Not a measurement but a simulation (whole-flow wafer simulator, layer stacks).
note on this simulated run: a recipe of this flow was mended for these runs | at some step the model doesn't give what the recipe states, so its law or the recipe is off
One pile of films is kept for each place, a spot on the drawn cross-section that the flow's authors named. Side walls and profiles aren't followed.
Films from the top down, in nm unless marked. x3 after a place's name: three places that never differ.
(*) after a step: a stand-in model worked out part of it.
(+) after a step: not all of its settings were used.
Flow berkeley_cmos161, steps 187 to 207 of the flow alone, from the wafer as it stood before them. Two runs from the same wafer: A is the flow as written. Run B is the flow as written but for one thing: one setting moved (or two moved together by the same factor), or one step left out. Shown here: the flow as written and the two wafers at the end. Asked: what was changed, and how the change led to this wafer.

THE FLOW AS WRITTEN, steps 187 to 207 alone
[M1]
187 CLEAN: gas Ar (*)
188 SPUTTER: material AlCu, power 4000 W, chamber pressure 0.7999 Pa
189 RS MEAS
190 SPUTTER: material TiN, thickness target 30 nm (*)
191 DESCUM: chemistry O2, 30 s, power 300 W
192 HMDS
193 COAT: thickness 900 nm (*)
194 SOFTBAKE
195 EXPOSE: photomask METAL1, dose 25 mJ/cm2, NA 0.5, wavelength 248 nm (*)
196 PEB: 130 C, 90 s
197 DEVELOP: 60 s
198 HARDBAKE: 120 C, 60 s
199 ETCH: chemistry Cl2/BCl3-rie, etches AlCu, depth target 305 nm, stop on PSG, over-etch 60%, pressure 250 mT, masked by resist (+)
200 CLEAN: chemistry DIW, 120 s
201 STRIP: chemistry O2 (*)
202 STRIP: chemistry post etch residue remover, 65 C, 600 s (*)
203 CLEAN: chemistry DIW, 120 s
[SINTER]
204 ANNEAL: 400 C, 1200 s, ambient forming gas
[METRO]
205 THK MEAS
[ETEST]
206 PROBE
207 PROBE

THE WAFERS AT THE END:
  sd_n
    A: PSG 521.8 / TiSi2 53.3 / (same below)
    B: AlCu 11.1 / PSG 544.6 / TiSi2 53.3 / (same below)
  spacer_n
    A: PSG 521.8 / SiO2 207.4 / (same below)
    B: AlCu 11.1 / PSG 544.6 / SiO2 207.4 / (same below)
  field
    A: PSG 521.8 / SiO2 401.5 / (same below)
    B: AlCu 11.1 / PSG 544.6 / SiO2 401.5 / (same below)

The cause: step 199, ETCH: depth target 183 nm was run, where the flow has depth target 305 nm.

How the change led to this, step by step:
  199 ETCH: chemistry Cl2/BCl3-rie, etches AlCu, depth target 305 nm, stop on PSG, over-etch 60%, pressure 250 mT, masked by resist (+)
      field, sd_n, spacer_n, gate_n, spacer_p, gate_p: A TiN -30 (all of it), AlCu -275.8 (all of it), PSG -22.8 | B TiN -30 (all of it), AlCu -262.8
      contact, m1: A KrF-resist -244 | B KrF-resist -146.4
      (and at 1 more place)
  201 STRIP: chemistry O2 (*)
      contact: A KrF-resist -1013 (all of it) | B KrF-resist -1110.6 (all of it)
      m1: A KrF-resist -537.5 (all of it) | B KrF-resist -635.1 (all of it)
  202 STRIP: chemistry post etch residue remover, 65 C, 600 s (*)
      field, sd_n, spacer_n, gate_n, spacer_p, gate_p: A nothing | B AlCu -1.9
Counting metal films that touch as one body, sd_n has 1 body; the flow as written gives 0 bodies.
Counting metal films that touch as one body, spacer_n has 1 body; the flow as written gives 0 bodies.
Counting metal films that touch as one body, field has 1 body; the flow as written gives 0 bodies.
